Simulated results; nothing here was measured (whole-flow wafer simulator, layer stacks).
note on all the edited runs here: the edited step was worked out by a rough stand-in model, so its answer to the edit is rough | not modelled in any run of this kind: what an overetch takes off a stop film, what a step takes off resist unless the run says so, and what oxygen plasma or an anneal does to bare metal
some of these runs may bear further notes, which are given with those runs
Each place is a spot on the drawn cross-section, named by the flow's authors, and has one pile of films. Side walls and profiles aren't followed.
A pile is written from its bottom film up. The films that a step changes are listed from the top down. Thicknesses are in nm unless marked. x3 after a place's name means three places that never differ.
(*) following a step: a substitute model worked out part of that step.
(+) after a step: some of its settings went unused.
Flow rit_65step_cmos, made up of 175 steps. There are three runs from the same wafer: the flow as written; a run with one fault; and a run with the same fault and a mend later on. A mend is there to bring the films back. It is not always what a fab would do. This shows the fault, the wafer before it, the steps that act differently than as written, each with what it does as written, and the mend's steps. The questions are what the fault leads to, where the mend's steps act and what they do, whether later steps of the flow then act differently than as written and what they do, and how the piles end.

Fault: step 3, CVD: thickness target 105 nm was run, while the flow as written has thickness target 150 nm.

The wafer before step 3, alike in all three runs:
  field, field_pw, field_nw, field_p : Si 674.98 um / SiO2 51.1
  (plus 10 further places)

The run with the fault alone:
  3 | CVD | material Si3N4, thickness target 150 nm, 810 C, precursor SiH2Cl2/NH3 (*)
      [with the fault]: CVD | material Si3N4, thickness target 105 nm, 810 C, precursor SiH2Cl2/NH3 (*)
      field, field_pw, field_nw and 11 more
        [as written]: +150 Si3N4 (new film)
        [with the fault]: +105 Si3N4 (new film)
  Later steps of the flow acting differently than as written (58 more steps, not shown, differ only slightly: by at most 2% or 0.5 nm, whichever is larger):
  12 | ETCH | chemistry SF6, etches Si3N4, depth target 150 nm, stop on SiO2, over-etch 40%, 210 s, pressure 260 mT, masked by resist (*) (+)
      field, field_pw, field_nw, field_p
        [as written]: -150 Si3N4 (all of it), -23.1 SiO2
        [with the fault]: -105 Si3N4 (all of it), -40.4 SiO2
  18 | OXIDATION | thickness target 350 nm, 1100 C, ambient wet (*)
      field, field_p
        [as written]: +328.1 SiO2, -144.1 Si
        [with the fault]: +342.1 SiO2, -150.3 Si
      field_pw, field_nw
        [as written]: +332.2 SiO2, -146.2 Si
        [with the fault]: +345.4 SiO2, -152 Si
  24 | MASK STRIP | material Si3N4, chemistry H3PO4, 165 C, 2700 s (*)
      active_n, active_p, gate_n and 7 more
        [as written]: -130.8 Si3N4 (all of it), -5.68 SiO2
        [with the fault]: -85.8 Si3N4 (all of it), -7.4 SiO2
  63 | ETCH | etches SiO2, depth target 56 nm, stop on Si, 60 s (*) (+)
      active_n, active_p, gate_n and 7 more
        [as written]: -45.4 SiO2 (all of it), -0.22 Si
        [with the fault]: -43.7 SiO2 (all of it), -0.25 Si
  At the end the piles are close to the flow's at the places that both follow, differing by at most 2% or 0.5 nm, whichever is larger.

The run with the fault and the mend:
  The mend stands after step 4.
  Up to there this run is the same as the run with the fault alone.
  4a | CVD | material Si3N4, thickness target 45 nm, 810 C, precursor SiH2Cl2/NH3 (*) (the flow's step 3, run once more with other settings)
      field, field_pw, field_nw and 11 more
        +45 Si3N4
  Later steps of the flow that are run all act as written at every place that is followed.
  At every place that both follow, the piles at the end match the flow's.
